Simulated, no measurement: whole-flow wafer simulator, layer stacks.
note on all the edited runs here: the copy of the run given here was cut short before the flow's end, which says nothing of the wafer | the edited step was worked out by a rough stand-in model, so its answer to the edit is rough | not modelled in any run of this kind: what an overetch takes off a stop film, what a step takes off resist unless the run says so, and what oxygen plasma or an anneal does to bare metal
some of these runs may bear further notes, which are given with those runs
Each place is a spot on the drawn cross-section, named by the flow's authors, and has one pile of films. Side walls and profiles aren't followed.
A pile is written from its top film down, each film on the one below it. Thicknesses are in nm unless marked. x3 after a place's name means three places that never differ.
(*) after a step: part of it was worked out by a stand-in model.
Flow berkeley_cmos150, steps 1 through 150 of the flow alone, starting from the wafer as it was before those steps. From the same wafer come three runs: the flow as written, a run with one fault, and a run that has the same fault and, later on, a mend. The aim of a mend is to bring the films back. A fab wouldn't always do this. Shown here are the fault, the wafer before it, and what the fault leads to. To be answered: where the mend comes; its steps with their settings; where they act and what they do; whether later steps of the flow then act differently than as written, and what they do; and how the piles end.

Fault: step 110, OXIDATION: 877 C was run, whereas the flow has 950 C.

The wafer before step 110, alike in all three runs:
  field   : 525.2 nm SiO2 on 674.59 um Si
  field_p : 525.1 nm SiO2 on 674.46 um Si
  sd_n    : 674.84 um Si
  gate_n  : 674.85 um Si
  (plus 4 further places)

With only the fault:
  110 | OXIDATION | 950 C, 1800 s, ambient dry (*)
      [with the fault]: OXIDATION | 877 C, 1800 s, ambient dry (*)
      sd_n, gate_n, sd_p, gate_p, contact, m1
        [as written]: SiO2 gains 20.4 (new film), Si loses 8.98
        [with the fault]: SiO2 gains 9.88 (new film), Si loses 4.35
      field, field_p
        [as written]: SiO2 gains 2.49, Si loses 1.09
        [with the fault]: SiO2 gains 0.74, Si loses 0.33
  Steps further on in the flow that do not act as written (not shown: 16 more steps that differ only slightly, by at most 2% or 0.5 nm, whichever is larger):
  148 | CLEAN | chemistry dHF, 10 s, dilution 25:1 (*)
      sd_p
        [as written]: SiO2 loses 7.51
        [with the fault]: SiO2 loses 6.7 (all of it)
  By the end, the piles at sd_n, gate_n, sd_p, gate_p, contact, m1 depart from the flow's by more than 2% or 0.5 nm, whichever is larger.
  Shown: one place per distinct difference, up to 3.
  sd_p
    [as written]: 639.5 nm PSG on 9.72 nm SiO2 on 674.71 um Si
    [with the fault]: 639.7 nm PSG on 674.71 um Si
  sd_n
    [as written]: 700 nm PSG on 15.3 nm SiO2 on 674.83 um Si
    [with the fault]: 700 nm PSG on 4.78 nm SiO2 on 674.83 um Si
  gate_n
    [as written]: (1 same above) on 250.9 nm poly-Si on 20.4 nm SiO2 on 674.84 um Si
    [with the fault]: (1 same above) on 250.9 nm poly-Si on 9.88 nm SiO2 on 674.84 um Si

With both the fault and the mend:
  The mend stands after step 110.
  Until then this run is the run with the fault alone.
  110a | OXIDATION | 950 C, 1181 s, ambient dry (*) (a further turn of the flow's step 110, with different settings)
      sd_n, gate_n, sd_p, gate_p, contact, m1
        SiO2 gains 10.5, Si loses 4.63
      field, field_p
        SiO2 gains 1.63, Si loses 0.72
  None of the later steps of the flow differs from how it acts as written, at any place that is followed, by more than 2% or 0.5 nm, whichever is larger.
  When the end is reached, the piles differ only a little from the flow's at the places that both follow, at most by 2% or 0.5 nm, whichever is larger.
